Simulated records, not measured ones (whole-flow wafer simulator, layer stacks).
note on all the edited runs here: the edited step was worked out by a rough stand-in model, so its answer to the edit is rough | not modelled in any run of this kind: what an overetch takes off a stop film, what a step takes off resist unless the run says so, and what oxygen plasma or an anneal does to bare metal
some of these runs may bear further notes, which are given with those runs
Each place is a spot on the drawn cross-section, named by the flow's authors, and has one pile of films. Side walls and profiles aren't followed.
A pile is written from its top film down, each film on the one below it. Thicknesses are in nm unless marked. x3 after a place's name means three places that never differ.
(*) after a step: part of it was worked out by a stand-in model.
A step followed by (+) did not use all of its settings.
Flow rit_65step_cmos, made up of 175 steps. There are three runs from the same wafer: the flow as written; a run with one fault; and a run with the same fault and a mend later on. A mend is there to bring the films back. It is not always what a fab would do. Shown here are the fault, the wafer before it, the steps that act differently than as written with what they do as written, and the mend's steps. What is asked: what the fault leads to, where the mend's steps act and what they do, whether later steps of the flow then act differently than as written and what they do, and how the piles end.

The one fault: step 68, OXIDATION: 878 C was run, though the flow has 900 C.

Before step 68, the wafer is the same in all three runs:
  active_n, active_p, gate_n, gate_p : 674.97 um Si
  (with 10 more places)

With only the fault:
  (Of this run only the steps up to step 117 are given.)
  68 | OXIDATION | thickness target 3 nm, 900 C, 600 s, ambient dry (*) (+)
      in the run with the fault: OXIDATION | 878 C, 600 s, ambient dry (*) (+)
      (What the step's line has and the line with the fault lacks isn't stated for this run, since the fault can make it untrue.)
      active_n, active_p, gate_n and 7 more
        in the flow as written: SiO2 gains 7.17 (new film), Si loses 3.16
        in the run with the fault: SiO2 gains 3 (new film), Si loses 1.32
  Later steps of the flow acting differently than as written (not shown: 14 more steps that differ only slightly, by at most 2% or 0.5 nm, whichever is larger):
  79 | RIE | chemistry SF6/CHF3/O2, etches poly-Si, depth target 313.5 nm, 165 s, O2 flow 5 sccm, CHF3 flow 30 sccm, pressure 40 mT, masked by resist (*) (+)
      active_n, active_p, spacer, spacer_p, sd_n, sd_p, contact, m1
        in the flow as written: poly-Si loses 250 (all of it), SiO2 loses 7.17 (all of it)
        in the run with the fault: poly-Si loses 250 (all of it), SiO2 loses 3 (all of it)
  The piles after step 117 differ from the flow's at gate_n, gate_p by more than 2% or 0.5 nm, whichever is larger.
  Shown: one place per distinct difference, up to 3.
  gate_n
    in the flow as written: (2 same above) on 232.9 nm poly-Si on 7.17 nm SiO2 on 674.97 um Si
    in the run with the fault: (2 same above) on 232.9 nm poly-Si on 3 nm SiO2 on 674.97 um Si

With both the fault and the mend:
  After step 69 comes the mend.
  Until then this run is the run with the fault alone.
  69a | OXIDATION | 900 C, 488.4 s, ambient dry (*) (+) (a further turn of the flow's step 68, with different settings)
      active_n, active_p, gate_n and 7 more
        SiO2 gains 4, Si loses 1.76
  None of the later steps of the flow differs from how it acts as written, at any place that is followed, by more than 2% or 0.5 nm, whichever is larger.
  At the end the piles are close to the flow's at the places that both follow, differing by at most 2% or 0.5 nm, whichever is larger.
